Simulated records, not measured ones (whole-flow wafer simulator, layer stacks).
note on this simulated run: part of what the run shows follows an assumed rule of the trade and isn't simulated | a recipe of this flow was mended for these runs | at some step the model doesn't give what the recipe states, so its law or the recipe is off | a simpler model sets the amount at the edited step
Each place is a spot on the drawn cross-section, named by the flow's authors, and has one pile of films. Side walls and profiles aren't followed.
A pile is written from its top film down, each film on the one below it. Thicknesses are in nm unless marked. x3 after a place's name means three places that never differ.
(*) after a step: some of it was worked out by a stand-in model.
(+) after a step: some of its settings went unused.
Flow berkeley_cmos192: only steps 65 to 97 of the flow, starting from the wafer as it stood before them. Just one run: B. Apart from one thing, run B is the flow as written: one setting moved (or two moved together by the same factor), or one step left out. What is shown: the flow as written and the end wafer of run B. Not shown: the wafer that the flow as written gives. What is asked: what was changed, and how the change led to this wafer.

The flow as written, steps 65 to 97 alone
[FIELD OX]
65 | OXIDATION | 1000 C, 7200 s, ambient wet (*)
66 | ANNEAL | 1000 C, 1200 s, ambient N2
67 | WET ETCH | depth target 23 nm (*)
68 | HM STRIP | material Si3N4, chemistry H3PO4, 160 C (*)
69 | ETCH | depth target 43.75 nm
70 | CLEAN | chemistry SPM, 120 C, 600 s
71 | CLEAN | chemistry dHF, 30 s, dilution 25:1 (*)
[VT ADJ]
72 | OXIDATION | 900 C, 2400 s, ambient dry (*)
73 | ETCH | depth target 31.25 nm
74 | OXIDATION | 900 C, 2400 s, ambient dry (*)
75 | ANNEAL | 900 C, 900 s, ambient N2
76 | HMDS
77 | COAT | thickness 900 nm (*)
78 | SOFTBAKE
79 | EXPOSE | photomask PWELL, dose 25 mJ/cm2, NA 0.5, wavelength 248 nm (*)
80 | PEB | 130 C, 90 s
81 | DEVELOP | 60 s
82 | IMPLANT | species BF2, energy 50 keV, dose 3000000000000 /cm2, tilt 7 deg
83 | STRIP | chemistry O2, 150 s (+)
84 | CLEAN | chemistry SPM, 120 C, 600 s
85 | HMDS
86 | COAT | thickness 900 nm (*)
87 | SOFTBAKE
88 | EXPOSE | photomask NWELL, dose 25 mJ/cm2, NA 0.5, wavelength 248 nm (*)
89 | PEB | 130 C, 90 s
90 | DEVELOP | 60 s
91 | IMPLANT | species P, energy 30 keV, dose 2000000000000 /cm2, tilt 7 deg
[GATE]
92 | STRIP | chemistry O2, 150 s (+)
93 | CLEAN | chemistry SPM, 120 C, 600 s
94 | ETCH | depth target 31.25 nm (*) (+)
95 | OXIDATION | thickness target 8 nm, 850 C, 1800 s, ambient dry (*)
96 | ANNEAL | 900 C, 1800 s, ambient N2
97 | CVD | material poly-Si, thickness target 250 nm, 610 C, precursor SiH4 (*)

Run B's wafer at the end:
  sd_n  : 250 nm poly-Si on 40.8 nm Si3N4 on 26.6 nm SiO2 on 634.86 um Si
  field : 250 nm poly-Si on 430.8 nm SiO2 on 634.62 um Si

Cause: step 68, HM STRIP: 128 C was run, whereas the flow has 160 C.

Step by step, how the change led to this:
  68 | HM STRIP | material Si3N4, chemistry H3PO4, 160 C (*)
      sd_n, spacer_n, gate, sd_p, spacer_p, gate_p, contact, m1: Si3N4 loses 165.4 (as written it would have been: Si3N4 loses 212 (all of it), SiO2 loses 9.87)
      field: SiO2 loses 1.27 (as written it would have been: SiO2 loses 16.5)
  69 | ETCH | depth target 43.75 nm
      spacer_n, gate, spacer_p, gate_p, contact, m1: Si3N4 loses 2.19 (as written it would have been: SiO2 loses 16.7 (all of it))
      sd_n, sd_p: Si3N4 loses 2.19 (as written it would have been: SiO2 loses 16.8 (all of it))
  70 | CLEAN | chemistry SPM, 120 C, 600 s
      sd_n, spacer_n, gate, sd_p, spacer_p, gate_p, contact, m1: nothing (as written it would have been: chemical SiO2 gains 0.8 (new film), Si loses 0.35)
  71 | CLEAN | chemistry dHF, 30 s, dilution 25:1 (*)
      sd_n, spacer_n, gate, sd_p, spacer_p, gate_p, contact, m1: Si3N4 loses 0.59 (as written it would have been: chemical SiO2 loses 0.8 (all of it))
  72 | OXIDATION | 900 C, 2400 s, ambient dry (*)
      sd_n, spacer_n, gate, sd_p, spacer_p, gate_p, contact, m1: nothing (as written it would have been: SiO2 gains 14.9 (new film), Si loses 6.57)
  73 | ETCH | depth target 31.25 nm
      sd_n, spacer_n, gate, sd_p, spacer_p, gate_p, contact, m1: Si3N4 loses 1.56 (as written it would have been: SiO2 loses 14.9 (all of it))
  74 | OXIDATION | 900 C, 2400 s, ambient dry (*)
      sd_n, spacer_n, gate, sd_p, spacer_p, gate_p, contact, m1: nothing (as written it would have been: SiO2 gains 14.9 (new film), Si loses 6.57)
  77 | COAT | thickness 900 nm (*)
      sd_n: KrF-resist gains 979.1 (new film) (as written it would have been: KrF-resist gains 1006.3 (new film))
      sd_p: KrF-resist gains 965.7 (new film) (as written it would have been: KrF-resist gains 988 (new film))
      (and at 2 other places as well)
  81 | DEVELOP | 60 s
      sd_n: KrF-resist loses 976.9 (all of it) (as written it would have been: KrF-resist loses 1004.1 (all of it))
      contact: KrF-resist loses 960.7 (all of it) (as written it would have been: KrF-resist loses 981.5 (all of it))
      (and at 1 other place as well)
  83 | STRIP | chemistry O2, 150 s (+)
      sd_p: KrF-resist loses 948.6 (all of it) (as written it would have been: KrF-resist loses 970.8 (all of it))
  86 | COAT | thickness 900 nm (*)
      sd_n: KrF-resist gains 979.1 (new film) (as written it would have been: KrF-resist gains 1006.3 (new film))
      sd_p: KrF-resist gains 965.7 (new film) (as written it would have been: KrF-resist gains 988 (new film))
      (and at 2 other places as well)
  90 | DEVELOP | 60 s
      sd_p: KrF-resist loses 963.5 (all of it) (as written it would have been: KrF-resist loses 985.7 (all of it))
  92 | STRIP | chemistry O2, 150 s (+)
      sd_n: KrF-resist loses 962 (all of it) (as written it would have been: KrF-resist loses 989.1 (all of it))
      contact: KrF-resist loses 945.8 (all of it) (as written it would have been: KrF-resist loses 966.6 (all of it))
      (and at 1 other place as well)
  94 | ETCH | depth target 31.25 nm (*) (+)
      sd_n, spacer_n, gate, sd_p, spacer_p, gate_p, contact, m1: Si3N4 loses 1.56 (as written it would have been: SiO2 loses 14.9 (all of it))
  95 | OXIDATION | thickness target 8 nm, 850 C, 1800 s, ambient dry (*)
      sd_n, spacer_n, gate, sd_p, spacer_p, gate_p, contact, m1: nothing (as written it would have been: SiO2 gains 7.48 (new film), Si loses 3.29)
